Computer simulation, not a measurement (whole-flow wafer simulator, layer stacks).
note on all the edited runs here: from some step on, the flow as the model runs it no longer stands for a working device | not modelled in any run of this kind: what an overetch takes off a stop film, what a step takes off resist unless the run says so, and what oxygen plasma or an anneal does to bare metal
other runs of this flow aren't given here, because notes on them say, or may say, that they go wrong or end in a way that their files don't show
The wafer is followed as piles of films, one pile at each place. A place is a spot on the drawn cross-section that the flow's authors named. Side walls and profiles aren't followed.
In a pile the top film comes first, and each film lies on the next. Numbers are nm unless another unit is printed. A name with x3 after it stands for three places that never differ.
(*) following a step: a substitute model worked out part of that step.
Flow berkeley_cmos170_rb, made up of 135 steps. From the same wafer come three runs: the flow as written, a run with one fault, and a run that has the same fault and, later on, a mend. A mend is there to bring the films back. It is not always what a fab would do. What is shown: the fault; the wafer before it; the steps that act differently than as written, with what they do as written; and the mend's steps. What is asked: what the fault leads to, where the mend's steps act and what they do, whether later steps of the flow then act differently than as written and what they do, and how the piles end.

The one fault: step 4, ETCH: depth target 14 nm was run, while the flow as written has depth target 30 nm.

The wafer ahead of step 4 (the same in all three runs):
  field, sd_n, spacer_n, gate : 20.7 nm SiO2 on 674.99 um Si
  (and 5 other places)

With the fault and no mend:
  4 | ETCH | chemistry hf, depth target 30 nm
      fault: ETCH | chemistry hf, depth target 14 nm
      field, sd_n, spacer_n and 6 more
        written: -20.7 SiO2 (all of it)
        fault: -14 SiO2
  Steps later in the flow that act otherwise than as written:
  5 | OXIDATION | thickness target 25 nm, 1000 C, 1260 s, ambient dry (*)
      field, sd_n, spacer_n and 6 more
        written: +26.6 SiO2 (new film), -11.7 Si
        fault: +21.6 SiO2, -9.5 Si
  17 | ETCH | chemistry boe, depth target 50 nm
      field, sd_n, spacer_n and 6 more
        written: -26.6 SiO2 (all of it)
        fault: -28.3 SiO2 (all of it)
  When the end is reached, the piles differ only a little from the flow's at the places that both follow, at most by 2% or 0.5 nm, whichever is larger.

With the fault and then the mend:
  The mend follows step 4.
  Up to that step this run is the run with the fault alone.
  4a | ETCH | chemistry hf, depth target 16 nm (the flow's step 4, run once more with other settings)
      field, sd_n, spacer_n and 6 more
        -6.69 SiO2 (all of it)
  Later steps of the flow that are run all act as written at every place that is followed.
  By the end, the piles equal the flow's at every place that both follow.
